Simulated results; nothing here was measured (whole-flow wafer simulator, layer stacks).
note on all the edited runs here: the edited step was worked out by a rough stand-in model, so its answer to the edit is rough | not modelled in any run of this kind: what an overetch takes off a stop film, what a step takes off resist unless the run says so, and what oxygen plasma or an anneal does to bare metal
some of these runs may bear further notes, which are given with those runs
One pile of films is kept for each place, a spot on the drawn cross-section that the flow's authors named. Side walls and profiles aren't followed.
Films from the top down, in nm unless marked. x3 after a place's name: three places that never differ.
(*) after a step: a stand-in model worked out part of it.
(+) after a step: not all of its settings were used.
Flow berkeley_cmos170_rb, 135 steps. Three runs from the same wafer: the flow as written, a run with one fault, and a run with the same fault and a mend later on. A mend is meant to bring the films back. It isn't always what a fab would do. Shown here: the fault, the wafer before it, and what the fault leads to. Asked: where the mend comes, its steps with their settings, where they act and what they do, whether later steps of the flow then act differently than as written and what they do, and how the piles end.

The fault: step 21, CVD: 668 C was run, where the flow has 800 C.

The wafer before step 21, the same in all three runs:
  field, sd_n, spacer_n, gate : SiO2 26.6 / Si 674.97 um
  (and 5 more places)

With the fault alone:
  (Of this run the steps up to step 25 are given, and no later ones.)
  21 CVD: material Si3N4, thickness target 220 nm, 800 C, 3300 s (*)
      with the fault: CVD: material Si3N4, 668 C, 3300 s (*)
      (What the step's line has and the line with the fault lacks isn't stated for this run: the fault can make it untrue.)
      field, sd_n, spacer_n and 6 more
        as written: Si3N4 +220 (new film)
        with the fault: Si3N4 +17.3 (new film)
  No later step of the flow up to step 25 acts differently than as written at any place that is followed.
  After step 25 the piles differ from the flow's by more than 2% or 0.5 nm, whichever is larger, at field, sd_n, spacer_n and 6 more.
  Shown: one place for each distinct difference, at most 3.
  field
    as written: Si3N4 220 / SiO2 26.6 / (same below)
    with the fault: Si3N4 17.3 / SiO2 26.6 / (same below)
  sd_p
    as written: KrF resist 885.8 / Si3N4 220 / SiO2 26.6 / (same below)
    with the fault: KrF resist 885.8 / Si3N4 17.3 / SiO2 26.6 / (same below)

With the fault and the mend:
  The mend comes after step 25.
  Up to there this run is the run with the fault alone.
  25a STRIP (*) (+)
      sd_p, spacer_p, gate_p, m1
        KrF resist -885.8 (all of it)
  25b CLEAN (*) (the flow's step 18 once more)
      changes no film at any place that is followed
  25c CVD: material Si3N4, thickness target 202.7 nm, 800 C, 3041 s (*) (the flow's step 21 once more, with other settings)
      field, sd_n, spacer_n and 6 more
        Si3N4 +202.7
  25d COAT: KrF resist, thickness 900 nm (the flow's step 22 once more)
      field, sd_n, spacer_n and 6 more
        KrF resist +900 (new film)
  25e EXPOSE: photomask PWELL (the flow's step 23 once more)
      changes no film at any place that is followed
  25f PEB: 130 C, 60 s (*) (the flow's step 24 once more)
      changes no film at any place that is followed
  25g DEVELOP: developer developer-D-0.26N, 45 s (the flow's step 25 once more)
      field, sd_n, spacer_n, gate, contact
        KrF resist -900 (all of it)
      sd_p, spacer_p, gate_p, m1
        KrF resist -14.2
  No later step of the flow acts differently than as written, at any place that is followed, by more than 2% or 0.5 nm, whichever is larger.
  At the end the piles are the same as the flow's at every place that both follow.
